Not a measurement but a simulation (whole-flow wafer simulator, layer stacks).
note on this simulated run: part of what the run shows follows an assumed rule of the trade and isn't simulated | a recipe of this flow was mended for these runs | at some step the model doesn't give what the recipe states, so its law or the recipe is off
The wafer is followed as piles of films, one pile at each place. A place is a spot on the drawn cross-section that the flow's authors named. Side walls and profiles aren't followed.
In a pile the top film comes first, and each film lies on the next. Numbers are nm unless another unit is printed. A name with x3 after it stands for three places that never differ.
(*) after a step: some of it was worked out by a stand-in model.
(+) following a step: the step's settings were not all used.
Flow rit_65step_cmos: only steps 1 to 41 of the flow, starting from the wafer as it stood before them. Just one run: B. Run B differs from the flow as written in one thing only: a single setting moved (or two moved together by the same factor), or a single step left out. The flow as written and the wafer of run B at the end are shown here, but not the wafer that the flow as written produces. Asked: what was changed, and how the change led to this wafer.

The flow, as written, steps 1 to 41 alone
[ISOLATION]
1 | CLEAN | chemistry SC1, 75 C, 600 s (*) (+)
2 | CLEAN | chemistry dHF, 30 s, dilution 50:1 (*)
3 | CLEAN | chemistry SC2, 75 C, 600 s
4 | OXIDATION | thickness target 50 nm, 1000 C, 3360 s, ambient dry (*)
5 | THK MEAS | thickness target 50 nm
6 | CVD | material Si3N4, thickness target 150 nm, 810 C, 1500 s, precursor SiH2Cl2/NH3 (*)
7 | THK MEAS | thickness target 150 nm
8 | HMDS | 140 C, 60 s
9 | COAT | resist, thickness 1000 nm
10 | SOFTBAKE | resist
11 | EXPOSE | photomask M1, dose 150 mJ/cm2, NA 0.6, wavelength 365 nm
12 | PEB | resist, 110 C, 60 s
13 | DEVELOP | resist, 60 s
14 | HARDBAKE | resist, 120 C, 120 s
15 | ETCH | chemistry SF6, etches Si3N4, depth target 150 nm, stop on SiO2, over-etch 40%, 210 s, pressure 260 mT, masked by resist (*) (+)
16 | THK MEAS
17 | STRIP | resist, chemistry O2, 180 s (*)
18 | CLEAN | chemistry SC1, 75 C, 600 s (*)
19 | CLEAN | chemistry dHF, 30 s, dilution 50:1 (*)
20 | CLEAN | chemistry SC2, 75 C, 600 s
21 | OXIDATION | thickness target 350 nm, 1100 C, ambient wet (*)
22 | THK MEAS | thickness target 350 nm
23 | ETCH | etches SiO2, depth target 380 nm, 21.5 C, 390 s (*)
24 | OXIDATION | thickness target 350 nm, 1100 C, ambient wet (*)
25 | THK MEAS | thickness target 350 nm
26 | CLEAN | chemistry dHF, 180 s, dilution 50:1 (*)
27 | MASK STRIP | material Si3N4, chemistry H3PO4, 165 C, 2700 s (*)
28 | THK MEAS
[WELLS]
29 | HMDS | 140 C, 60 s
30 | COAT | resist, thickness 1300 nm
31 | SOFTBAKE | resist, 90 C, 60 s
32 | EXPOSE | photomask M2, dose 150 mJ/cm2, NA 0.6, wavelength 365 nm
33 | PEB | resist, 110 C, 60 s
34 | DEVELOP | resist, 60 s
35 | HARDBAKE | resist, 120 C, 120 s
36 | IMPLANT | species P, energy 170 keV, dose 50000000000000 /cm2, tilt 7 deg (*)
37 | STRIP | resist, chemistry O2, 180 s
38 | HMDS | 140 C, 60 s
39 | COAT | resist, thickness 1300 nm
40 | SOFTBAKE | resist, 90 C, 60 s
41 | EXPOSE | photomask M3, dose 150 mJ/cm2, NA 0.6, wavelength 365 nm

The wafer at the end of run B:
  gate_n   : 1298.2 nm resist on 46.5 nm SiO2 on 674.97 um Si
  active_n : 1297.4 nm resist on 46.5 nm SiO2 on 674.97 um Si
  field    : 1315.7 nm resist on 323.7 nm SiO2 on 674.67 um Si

What caused this: step 27, MASK STRIP: 2430 s was run, though the flow has 2700 s.

How this came from the change, step by step:
  27 | MASK STRIP | material Si3N4, chemistry H3PO4, 165 C, 2700 s (*)
      active_n, active_p, gate_n and 7 more: Si3N4 loses 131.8 (all of it), SiO2 loses 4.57 (as written it would have been: Si3N4 loses 131.8 (all of it), SiO2 loses 5.64)
      field, field_pw, field_nw, field_p: SiO2 loses 9.61 (as written it would have been: SiO2 loses 10.7)
